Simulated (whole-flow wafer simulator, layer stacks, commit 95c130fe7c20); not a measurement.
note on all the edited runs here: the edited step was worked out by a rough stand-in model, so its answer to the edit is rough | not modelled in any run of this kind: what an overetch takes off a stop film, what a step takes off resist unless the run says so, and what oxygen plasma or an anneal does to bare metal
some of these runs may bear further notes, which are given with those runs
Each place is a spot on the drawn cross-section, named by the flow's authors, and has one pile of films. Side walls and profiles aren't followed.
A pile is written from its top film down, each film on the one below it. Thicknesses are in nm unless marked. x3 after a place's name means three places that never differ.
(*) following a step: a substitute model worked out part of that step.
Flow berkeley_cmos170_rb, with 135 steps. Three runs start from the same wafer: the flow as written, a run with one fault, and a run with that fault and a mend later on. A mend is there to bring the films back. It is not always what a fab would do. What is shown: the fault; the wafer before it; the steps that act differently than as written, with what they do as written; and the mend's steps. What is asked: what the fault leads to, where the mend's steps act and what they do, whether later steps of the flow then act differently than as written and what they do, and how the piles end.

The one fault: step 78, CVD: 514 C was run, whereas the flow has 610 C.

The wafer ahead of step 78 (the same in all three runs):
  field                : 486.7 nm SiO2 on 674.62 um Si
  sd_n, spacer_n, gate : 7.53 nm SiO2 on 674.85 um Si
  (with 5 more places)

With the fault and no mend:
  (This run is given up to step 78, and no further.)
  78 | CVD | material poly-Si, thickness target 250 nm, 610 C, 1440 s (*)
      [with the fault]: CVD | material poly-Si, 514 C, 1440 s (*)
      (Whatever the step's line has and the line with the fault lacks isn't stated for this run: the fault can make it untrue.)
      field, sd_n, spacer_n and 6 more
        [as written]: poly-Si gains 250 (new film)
        [with the fault]: poly-Si gains 21.5 (new film)
  The piles after step 78 differ from the flow's at field, sd_n, spacer_n and 6 more by more than 2% or 0.5 nm, whichever is larger.
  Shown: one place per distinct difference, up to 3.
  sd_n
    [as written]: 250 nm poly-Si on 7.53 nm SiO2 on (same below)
    [with the fault]: 21.5 nm poly-Si on 7.53 nm SiO2 on (same below)
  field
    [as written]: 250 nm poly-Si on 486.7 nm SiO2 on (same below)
    [with the fault]: 21.5 nm poly-Si on 486.7 nm SiO2 on (same below)

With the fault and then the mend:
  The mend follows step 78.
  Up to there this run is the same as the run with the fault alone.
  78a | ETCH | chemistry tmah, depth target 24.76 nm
      field, sd_n, spacer_n and 6 more
        poly-Si loses 21.5 (all of it)
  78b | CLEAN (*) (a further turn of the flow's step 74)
      does not change any film at any place that is followed
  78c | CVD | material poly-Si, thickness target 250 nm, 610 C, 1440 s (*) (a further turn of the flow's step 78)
      field, sd_n, spacer_n and 6 more
        poly-Si gains 250 (new film)
  None of the later steps of the flow differs from how it acts as written, at any place that is followed, by more than 2% or 0.5 nm, whichever is larger.
  The piles end the same as the flow's at every place that both follow.
